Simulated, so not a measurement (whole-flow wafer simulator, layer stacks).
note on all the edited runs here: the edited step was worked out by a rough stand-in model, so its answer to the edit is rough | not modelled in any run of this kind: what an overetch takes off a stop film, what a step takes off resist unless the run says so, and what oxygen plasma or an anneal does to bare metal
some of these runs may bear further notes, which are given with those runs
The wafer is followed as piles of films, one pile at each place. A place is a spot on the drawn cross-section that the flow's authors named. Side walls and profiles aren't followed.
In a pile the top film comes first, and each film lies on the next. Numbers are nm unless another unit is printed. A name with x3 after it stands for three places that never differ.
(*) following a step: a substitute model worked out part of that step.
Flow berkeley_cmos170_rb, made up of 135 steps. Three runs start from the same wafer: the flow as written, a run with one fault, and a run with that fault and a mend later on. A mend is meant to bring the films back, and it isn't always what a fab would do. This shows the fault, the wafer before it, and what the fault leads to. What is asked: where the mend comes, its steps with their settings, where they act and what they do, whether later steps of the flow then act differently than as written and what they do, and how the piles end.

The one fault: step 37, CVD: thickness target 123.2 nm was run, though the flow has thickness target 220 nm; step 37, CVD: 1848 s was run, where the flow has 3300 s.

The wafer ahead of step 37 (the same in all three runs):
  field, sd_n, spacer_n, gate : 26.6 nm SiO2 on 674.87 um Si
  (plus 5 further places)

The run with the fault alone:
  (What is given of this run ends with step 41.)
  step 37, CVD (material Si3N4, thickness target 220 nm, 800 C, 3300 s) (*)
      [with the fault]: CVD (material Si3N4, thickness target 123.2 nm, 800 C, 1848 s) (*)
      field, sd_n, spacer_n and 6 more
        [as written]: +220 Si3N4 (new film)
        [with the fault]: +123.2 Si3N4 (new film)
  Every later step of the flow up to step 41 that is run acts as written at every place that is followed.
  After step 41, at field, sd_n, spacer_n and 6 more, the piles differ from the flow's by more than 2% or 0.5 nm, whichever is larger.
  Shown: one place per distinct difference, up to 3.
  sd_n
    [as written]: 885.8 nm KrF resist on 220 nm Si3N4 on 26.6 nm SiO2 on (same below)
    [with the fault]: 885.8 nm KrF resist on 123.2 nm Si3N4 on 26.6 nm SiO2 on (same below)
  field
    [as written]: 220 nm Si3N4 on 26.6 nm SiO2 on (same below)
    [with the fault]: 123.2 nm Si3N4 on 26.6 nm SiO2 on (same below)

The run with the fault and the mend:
  The mend follows step 37.
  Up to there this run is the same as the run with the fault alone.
  step 37a, ETCH (chemistry h3po4, depth target 141.4 nm) (the flow's step 30, run once more with other settings)
      field, sd_n, spacer_n and 6 more
        -123.2 Si3N4 (all of it)
  step 37b, CLEAN (*)
      alters no film at any place that is followed
  step 37c, CVD (material Si3N4, thickness target 220 nm, 800 C, 3300 s) (*) (the flow's step 37, run once more)
      field, sd_n, spacer_n and 6 more
        +220 Si3N4 (new film)
  Every later step of the flow that is run acts as written at every place that is followed.
  By the end, the piles equal the flow's at every place that both follow.
